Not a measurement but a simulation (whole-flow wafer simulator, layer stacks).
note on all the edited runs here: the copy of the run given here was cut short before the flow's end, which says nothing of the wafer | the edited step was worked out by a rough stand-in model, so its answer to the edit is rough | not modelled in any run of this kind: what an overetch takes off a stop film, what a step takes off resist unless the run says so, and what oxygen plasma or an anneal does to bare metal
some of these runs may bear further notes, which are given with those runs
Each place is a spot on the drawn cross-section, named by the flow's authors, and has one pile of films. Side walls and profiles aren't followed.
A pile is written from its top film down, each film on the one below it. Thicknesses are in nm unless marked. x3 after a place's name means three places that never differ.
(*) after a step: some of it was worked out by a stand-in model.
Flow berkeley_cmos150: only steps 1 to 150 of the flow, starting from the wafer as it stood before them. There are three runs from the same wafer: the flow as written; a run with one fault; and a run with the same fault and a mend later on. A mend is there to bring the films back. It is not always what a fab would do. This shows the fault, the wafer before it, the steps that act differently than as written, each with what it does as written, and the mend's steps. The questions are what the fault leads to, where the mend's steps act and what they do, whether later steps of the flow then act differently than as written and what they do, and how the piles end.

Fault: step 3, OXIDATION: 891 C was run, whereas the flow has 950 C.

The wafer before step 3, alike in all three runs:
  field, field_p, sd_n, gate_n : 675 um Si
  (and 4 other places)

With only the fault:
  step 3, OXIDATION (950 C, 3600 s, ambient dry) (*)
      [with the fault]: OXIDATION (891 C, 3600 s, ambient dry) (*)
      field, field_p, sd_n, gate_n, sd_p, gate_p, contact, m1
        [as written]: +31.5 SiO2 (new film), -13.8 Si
        [with the fault]: +17.7 SiO2 (new film), -7.77 Si
  Later steps of the flow acting differently than as written (35 other steps are not shown; they differ only slightly, by no more than 2% or 0.5 nm, whichever is larger):
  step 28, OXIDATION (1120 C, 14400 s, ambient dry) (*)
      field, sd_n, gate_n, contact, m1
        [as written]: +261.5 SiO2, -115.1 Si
        [with the fault]: +273 SiO2, -120.1 Si
  At the end the piles are close to the flow's at the places that both follow, differing by at most 2% or 0.5 nm, whichever is larger.

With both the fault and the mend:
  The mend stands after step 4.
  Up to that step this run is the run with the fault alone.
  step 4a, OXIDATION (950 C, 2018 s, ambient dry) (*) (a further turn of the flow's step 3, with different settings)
      field, field_p, sd_n, gate_n, sd_p, gate_p, contact, m1
        +13.8 SiO2, -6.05 Si
  None of the later steps of the flow acts differently than as written at any place that is followed.
  The piles end the same as the flow's at every place that both follow.
